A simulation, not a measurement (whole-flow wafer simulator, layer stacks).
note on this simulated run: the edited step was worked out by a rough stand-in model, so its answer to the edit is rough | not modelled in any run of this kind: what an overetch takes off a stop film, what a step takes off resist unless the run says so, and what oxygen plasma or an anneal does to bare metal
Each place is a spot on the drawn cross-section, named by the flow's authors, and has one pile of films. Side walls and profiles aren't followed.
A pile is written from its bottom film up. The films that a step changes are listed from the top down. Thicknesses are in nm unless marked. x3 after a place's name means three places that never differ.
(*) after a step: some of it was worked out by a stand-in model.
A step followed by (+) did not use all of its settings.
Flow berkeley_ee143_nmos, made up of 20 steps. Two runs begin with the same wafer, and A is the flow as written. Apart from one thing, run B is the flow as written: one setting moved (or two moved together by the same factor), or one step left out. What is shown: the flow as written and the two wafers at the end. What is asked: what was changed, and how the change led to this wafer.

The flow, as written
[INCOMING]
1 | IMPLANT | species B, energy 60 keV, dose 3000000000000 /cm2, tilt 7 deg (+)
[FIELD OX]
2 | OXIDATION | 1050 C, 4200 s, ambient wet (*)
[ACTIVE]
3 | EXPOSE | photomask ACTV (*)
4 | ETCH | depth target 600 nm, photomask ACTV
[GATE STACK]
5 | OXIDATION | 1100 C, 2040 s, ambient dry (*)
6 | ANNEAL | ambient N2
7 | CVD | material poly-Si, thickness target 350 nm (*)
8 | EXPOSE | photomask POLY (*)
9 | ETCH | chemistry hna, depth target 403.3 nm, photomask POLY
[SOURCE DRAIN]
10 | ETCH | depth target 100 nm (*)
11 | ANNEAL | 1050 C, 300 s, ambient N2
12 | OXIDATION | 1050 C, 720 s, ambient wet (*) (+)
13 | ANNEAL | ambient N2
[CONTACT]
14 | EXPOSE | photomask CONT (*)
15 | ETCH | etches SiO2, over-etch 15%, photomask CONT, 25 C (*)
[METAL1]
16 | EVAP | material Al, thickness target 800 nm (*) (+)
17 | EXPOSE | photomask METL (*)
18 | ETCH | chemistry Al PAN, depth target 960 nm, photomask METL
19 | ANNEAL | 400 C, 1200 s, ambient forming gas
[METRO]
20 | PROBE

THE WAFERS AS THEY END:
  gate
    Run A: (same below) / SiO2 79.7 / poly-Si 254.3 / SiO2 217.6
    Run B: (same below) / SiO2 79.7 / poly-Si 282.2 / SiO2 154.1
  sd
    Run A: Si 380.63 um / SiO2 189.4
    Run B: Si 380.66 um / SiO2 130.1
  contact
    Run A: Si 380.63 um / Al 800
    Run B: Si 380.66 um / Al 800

The reason: step 12, OXIDATION: 432 s was run, though the flow has 720 s.

How this came from the change, step by step:
  12 | OXIDATION | 1050 C, 720 s, ambient wet (*) (+)
      sd, contact: A SiO2 gains 189.4 (new film), Si loses 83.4 | B SiO2 gains 130.1 (new film), Si loses 57.2
      gate: A SiO2 gains 217.6 (new film), poly-Si loses 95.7 | B SiO2 gains 154.1 (new film), poly-Si loses 67.8
      (also at 1 further place)
  15 | ETCH | etches SiO2, over-etch 15%, photomask CONT, 25 C (*)
      contact: A SiO2 loses 189.4 (all of it) | B SiO2 loses 130.1 (all of it)
